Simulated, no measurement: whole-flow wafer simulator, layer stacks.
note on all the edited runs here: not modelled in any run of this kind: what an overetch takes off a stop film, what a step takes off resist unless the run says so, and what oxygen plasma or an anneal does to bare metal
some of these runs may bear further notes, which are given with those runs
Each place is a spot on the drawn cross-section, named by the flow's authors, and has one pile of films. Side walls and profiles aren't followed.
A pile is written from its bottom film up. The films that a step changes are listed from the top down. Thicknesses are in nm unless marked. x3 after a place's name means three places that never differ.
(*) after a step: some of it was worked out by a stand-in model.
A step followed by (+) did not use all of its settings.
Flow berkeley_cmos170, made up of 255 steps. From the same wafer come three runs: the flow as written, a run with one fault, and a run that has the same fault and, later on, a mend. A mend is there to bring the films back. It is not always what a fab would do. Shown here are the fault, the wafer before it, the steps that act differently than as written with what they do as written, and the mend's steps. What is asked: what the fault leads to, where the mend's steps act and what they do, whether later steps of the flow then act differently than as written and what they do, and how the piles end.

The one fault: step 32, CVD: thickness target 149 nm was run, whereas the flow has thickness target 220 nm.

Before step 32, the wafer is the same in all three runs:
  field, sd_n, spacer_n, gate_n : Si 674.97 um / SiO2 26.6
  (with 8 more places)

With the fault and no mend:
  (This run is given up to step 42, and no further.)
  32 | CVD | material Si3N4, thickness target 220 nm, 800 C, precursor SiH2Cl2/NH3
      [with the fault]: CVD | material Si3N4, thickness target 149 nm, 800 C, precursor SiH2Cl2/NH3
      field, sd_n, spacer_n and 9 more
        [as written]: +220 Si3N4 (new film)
        [with the fault]: +149 Si3N4 (new film)
  Steps further on in the flow that do not act as written:
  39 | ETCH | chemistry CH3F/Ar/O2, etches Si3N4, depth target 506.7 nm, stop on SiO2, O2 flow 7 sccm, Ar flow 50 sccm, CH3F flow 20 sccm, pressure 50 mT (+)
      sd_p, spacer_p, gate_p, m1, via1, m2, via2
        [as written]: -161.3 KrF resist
        [with the fault]: -114 KrF resist
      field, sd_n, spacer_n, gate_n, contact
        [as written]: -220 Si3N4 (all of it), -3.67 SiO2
        [with the fault]: -149 Si3N4 (all of it), -3.67 SiO2
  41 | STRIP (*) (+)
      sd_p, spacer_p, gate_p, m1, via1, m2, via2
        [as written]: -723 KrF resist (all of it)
        [with the fault]: -770.4 KrF resist (all of it)
  After step 42, at sd_p, spacer_p, gate_p, m1, via1, m2, via2, the piles differ from the flow's by more than 2% or 0.5 nm, whichever is larger.
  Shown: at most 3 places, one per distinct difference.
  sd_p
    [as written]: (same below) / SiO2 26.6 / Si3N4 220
    [with the fault]: (same below) / SiO2 26.6 / Si3N4 149

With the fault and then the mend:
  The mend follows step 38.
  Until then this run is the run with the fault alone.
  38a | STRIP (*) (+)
      sd_p, spacer_p, gate_p, m1, via1, m2, via2
        -884.4 KrF resist (all of it)
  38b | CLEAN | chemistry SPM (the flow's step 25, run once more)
      alters no film at any place that is followed
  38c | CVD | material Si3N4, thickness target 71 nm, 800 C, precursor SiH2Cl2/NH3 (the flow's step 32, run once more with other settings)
      field, sd_n, spacer_n and 9 more
        +71 Si3N4
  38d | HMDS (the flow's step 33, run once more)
      alters no film at any place that is followed
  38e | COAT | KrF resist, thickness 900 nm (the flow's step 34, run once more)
      field, sd_n, spacer_n and 9 more
        +900 KrF resist (new film)
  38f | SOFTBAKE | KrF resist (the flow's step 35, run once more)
      alters no film at any place that is followed
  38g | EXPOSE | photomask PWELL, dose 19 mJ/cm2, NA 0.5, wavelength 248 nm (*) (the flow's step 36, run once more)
      alters no film at any place that is followed
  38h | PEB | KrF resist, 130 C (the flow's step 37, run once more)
      field, sd_n, spacer_n and 9 more
        -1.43 KrF resist
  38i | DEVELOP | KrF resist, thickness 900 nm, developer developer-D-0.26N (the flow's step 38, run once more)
      sd_p, spacer_p, gate_p, m1, via1, m2, via2
        -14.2 KrF resist
      field, sd_n, spacer_n, gate_n, contact
        -898.6 KrF resist (all of it)
  Later steps of the flow that are run all act as written at every place that is followed.
  By the end, the piles equal the flow's at every place that both follow.
